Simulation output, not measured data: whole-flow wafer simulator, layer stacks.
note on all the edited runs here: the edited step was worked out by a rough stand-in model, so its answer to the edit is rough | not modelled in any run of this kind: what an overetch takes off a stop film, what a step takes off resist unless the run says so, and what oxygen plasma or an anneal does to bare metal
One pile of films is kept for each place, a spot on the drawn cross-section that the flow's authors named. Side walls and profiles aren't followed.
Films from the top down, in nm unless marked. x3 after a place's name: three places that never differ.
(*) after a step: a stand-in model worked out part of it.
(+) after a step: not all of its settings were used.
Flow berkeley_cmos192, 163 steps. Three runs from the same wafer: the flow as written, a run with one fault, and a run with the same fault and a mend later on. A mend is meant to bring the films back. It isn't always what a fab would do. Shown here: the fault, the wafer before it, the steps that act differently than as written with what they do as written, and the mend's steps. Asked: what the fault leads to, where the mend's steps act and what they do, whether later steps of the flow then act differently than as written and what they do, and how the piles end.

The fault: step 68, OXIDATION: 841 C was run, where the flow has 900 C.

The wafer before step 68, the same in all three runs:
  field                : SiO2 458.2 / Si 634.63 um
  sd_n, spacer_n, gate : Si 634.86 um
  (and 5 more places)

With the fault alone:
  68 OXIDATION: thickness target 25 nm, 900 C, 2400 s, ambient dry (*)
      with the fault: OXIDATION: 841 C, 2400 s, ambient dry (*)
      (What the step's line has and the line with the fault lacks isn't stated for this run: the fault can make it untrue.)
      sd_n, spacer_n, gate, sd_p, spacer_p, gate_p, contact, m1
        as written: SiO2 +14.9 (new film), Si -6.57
        with the fault: SiO2 +8.1 (new film), Si -3.56
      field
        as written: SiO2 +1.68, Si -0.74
        with the fault: SiO2 +0.55, Si -0.24
  Later steps of the flow that act differently than as written (37 more steps differ only slightly, by at most 2% or 0.5 nm, whichever is larger, and aren't shown):
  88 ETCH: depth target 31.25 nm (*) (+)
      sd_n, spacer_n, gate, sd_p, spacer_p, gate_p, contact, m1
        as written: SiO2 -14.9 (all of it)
        with the fault: SiO2 -8.1 (all of it)
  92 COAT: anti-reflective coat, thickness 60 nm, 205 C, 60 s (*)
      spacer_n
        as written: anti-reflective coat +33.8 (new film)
        with the fault: anti-reflective coat +34.8 (new film)
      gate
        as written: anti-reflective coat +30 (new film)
        with the fault: anti-reflective coat +31 (new film)
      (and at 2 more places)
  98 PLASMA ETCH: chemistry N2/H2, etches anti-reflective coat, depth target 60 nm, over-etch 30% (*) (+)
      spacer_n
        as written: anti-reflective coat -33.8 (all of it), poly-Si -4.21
        with the fault: anti-reflective coat -34.8 (all of it), poly-Si -4.12
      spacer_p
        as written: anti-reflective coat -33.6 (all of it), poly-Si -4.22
        with the fault: anti-reflective coat -34.4 (all of it), poly-Si -4.13
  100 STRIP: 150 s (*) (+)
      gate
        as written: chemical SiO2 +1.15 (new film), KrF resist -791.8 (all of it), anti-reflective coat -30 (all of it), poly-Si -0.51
        with the fault: chemical SiO2 +1.15 (new film), KrF resist -789.1 (all of it), anti-reflective coat -31 (all of it), poly-Si -0.51
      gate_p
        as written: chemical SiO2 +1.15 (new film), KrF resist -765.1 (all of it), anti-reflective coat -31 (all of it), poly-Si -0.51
        with the fault: chemical SiO2 +1.15 (new film), KrF resist -763.1 (all of it), anti-reflective coat -31.8 (all of it), poly-Si -0.51
  At the end the piles differ from the flow's only slightly at the places that both follow, by at most 2% or 0.5 nm, whichever is larger.

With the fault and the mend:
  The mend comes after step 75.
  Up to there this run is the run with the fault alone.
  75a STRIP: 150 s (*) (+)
      sd_p
        KrF resist -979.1 (all of it)
      spacer_p
        KrF resist -960.4 (all of it)
      gate_p
        KrF resist -959.5 (all of it)
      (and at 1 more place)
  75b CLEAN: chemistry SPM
      changes no film at any place that is followed
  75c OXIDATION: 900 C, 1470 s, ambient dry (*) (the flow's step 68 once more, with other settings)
      sd_n, spacer_n, gate, sd_p, spacer_p, gate_p, contact, m1
        SiO2 +6.8, Si -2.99
      field
        SiO2 +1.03, Si -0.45
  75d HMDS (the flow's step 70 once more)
      changes no film at any place that is followed
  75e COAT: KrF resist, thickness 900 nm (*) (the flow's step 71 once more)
      spacer_n, gate
        KrF resist +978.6 (new film)
      field
        KrF resist +842.4 (new film)
      sd_n
        KrF resist +1013.2 (new film)
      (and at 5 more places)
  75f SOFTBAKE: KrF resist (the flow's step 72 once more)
      changes no film at any place that is followed
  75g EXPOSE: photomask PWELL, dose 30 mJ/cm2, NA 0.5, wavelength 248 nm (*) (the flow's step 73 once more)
      changes no film at any place that is followed
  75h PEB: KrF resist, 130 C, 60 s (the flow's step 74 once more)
      sd_n, m1
        KrF resist -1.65
      spacer_n, gate
        KrF resist -1.58
      spacer_p, gate_p
        KrF resist -1.57
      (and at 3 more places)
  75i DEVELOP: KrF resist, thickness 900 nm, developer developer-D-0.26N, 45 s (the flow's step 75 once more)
      sd_p, spacer_p, gate_p, m1
        KrF resist -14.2
      spacer_n, gate
        KrF resist -977 (all of it)
      field
        KrF resist -841.1 (all of it)
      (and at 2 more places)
  No later step of the flow acts differently than as written, at any place that is followed, by more than 2% or 0.5 nm, whichever is larger.
  At the end the piles differ from the flow's only slightly at the places that both follow, by at most 2% or 0.5 nm, whichever is larger.
